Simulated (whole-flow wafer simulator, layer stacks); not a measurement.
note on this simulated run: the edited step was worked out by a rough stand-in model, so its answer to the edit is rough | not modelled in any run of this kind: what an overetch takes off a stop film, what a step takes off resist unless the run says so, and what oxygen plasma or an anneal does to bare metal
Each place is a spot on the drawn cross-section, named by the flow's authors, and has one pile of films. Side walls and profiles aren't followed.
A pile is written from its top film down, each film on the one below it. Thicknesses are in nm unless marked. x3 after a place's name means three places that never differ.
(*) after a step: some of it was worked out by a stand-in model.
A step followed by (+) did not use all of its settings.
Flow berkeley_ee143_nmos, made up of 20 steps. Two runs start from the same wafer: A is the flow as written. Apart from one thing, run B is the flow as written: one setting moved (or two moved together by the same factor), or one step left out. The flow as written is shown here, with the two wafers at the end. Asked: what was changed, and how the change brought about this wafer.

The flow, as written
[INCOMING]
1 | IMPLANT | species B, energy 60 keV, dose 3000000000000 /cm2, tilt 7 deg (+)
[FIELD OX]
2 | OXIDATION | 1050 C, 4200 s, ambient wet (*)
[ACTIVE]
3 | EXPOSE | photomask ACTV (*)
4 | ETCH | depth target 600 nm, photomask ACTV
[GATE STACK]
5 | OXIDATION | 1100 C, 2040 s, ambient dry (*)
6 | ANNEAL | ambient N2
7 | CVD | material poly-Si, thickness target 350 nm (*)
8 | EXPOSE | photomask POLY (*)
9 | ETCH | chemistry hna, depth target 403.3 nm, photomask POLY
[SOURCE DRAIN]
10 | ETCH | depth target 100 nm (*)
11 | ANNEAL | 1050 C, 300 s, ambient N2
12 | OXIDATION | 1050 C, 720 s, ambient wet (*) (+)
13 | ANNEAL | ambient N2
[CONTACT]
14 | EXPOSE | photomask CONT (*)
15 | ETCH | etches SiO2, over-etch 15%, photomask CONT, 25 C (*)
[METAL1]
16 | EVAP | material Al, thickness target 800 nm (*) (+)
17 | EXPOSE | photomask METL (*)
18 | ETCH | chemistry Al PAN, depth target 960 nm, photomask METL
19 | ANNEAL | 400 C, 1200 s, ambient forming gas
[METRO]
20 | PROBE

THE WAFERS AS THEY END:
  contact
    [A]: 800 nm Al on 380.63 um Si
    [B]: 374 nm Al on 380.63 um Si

The reason: step 16, EVAP: thickness target 374 nm was run, while the flow as written has thickness target 800 nm.
The wafer itself shows it: contact has Al 374, and step 16 as written asks for 800 nm.

How this came from the change, step by step:
  16 | EVAP | material Al, thickness target 800 nm (*) (+)
      gate, sd, contact, field: A Al gains 800 (new film) | B Al gains 374 (new film)
  18 | ETCH | chemistry Al PAN, depth target 960 nm, photomask METL
      gate, sd, field: A Al loses 800 (all of it) | B Al loses 374 (all of it)
